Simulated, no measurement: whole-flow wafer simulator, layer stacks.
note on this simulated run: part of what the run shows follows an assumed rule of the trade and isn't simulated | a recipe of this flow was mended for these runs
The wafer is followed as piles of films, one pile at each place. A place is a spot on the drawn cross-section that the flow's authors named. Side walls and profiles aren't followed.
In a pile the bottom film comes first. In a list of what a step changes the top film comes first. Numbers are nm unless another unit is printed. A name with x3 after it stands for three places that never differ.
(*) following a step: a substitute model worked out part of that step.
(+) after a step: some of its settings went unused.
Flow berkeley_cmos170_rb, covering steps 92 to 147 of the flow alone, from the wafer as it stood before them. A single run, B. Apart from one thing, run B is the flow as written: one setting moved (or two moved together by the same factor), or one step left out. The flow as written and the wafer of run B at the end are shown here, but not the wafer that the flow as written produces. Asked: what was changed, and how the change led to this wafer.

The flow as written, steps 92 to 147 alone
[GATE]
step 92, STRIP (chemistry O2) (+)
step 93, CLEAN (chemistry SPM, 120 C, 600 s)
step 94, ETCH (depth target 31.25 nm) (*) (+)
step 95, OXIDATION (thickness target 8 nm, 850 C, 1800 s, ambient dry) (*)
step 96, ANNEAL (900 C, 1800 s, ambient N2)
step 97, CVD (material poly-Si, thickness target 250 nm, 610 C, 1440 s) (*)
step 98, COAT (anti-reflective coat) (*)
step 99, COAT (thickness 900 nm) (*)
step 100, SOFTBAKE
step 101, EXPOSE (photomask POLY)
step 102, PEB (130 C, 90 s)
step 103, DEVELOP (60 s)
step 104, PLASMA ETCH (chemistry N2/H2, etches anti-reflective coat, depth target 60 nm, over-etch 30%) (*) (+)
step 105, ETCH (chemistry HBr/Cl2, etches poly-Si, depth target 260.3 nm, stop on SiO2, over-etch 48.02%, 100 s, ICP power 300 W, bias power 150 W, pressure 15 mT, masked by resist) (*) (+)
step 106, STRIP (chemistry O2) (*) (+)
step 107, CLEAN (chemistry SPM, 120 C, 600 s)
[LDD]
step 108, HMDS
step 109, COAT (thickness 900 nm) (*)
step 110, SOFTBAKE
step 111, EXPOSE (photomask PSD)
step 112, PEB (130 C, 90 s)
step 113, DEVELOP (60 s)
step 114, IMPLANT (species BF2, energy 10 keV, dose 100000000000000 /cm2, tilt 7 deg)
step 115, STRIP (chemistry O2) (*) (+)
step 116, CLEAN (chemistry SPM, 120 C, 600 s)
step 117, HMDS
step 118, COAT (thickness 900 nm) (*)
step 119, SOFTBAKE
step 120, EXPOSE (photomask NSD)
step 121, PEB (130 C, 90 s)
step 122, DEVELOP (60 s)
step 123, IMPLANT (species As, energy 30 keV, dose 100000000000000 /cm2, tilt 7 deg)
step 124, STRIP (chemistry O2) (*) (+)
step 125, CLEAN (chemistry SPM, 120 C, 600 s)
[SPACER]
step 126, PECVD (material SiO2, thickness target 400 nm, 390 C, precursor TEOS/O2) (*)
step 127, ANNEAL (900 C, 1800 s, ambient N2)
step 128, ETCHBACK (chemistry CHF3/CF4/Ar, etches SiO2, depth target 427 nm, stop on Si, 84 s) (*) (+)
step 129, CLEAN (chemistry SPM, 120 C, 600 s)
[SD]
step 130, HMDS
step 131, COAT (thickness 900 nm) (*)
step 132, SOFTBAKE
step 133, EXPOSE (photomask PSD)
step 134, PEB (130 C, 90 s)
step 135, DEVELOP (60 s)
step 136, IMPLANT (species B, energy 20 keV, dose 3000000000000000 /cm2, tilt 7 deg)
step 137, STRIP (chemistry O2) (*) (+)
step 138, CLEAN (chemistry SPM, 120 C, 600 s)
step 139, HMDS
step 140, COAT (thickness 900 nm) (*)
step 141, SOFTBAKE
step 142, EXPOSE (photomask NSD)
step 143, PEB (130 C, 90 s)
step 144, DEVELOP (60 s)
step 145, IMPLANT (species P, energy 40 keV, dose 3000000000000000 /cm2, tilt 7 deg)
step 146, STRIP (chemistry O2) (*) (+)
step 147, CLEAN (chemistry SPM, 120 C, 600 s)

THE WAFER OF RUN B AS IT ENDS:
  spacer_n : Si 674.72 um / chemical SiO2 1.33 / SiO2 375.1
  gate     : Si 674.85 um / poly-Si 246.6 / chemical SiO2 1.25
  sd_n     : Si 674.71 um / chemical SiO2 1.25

What caused this: step 95, OXIDATION: thickness target 8 nm, 850 C, 1800 s, ambient dry (*), was skipped.

The path from the change to this, step by step:
  step 105, ETCH (chemistry HBr/Cl2, etches poly-Si, depth target 260.3 nm, stop on SiO2, over-etch 48.02%, 100 s, ICP power 300 W, bias power 150 W, pressure 15 mT, masked by resist) (*) (+)
      spacer_n, spacer_p: -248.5 poly-Si (all of it), -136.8 Si (as written it would have been: -248.5 poly-Si (all of it), -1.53 SiO2)
      sd_n: -248.8 poly-Si (all of it), -136.5 Si (as written it would have been: -248.8 poly-Si (all of it), -1.51 SiO2)
      (as well as at 3 more places)
  step 106, STRIP (chemistry O2) (*) (+)
      sd_n, spacer_n, sd_p, spacer_p, contact, m1: +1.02 chemical SiO2 (new film), -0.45 Si (as written it would have been: nothing)
  step 109, COAT (thickness 900 nm) (*)
      field: +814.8 KrF-resist (new film) (as written it would have been: +850.1 KrF-resist (new film))
      sd_n: +1077.4 KrF-resist (new film) (as written it would have been: +1005.4 KrF-resist (new film))
      (as well as at 7 more places)
  step 113, DEVELOP (60 s)
      sd_p: -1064 KrF-resist (all of it) (as written it would have been: -997.1 KrF-resist (all of it))
      spacer_p: -1055.9 KrF-resist (all of it) (as written it would have been: -994.2 KrF-resist (all of it))
      (as well as at 1 more place)
  step 115, STRIP (chemistry O2) (*) (+)
      sd_n: -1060 KrF-resist (all of it), +0.1 chemical SiO2 (as written it would have been: -988.2 KrF-resist (all of it))
      spacer_n: -1046.8 KrF-resist (all of it), +0.1 chemical SiO2 (as written it would have been: -982.4 KrF-resist (all of it))
      (as well as at 4 more places)
  step 118, COAT (thickness 900 nm) (*)
      field: +814.8 KrF-resist (new film) (as written it would have been: +849.7 KrF-resist (new film))
      sd_n: +1077.3 KrF-resist (new film) (as written it would have been: +1005.4 KrF-resist (new film))
      (as well as at 7 more places)
  step 122, DEVELOP (60 s)
      sd_n: -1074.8 KrF-resist (all of it) (as written it would have been: -1003.1 KrF-resist (all of it))
      spacer_n: -1060.7 KrF-resist (all of it) (as written it would have been: -996.7 KrF-resist (all of it))
      (as well as at 3 more places)
  step 124, STRIP (chemistry O2) (*) (+)
      sd_p: -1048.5 KrF-resist (all of it), +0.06 chemical SiO2 (as written it would have been: -981.9 KrF-resist (all of it))
      spacer_p: -1039.9 KrF-resist (all of it), +0.06 chemical SiO2 (as written it would have been: -978.6 KrF-resist (all of it))
      (as well as at 2 more places)
  step 126, PECVD (material SiO2, thickness target 400 nm, 390 C, precursor TEOS/O2) (*)
      sd_n, contact, m1: +400 SiO2 (new film) (as written it would have been: +400 SiO2)
      spacer_n, spacer_p: +375.1 SiO2 (new film) (as written it would have been: +385.3 SiO2)
      (as well as at 1 more place)
  step 128, ETCHBACK (chemistry CHF3/CF4/Ar, etches SiO2, depth target 427 nm, stop on Si, 84 s) (*) (+)
      spacer_n, spacer_p: nothing (as written it would have been: -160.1 SiO2)
      sd_n: -400 SiO2 (all of it), -1.33 chemical SiO2 (all of it), -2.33 Si (as written it would have been: -406 SiO2 (all of it), -1.91 Si)
      (as well as at 3 more places)
  step 131, COAT (thickness 900 nm) (*)
      field: +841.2 KrF-resist (new film) (as written it would have been: +864.3 KrF-resist (new film))
      sd_n: +1083.1 KrF-resist (new film) (as written it would have been: +1002.7 KrF-resist (new film))
      (as well as at 7 more places)
  step 135, DEVELOP (60 s)
      sd_p: -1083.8 KrF-resist (all of it) (as written it would have been: -1006.4 KrF-resist (all of it))
      spacer_p: -717.3 KrF-resist (all of it) (as written it would have been: -783.4 KrF-resist (all of it))
      (as well as at 1 more place)
  step 137, STRIP (chemistry O2) (*) (+)
      field: -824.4 KrF-resist (all of it) (as written it would have been: -847.5 KrF-resist (all of it))
      sd_n: -1065.7 KrF-resist (all of it), +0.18 chemical SiO2, -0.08 Si (as written it would have been: -985.4 KrF-resist (all of it), +0.17 chemical SiO2, -0.07 Si)
      (as well as at 4 more places)
  step 140, COAT (thickness 900 nm) (*)
      field: +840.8 KrF-resist (new film) (as written it would have been: +864.2 KrF-resist (new film))
      sd_n: +1083.1 KrF-resist (new film) (as written it would have been: +1002.3 KrF-resist (new film))
      (as well as at 7 more places)
  step 144, DEVELOP (60 s)
      sd_n: -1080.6 KrF-resist (all of it) (as written it would have been: -1000 KrF-resist (all of it))
      spacer_n: -733.3 KrF-resist (all of it) (as written it would have been: -789.7 KrF-resist (all of it))
      (as well as at 3 more places)
  step 146, STRIP (chemistry O2) (*) (+)
      field: -824 KrF-resist (all of it) (as written it would have been: -847.3 KrF-resist (all of it))
      sd_p: -1068.7 KrF-resist (all of it), +0.07 chemical SiO2 (as written it would have been: -991.3 KrF-resist (all of it), +0.07 chemical SiO2)
      (as well as at 2 more places)
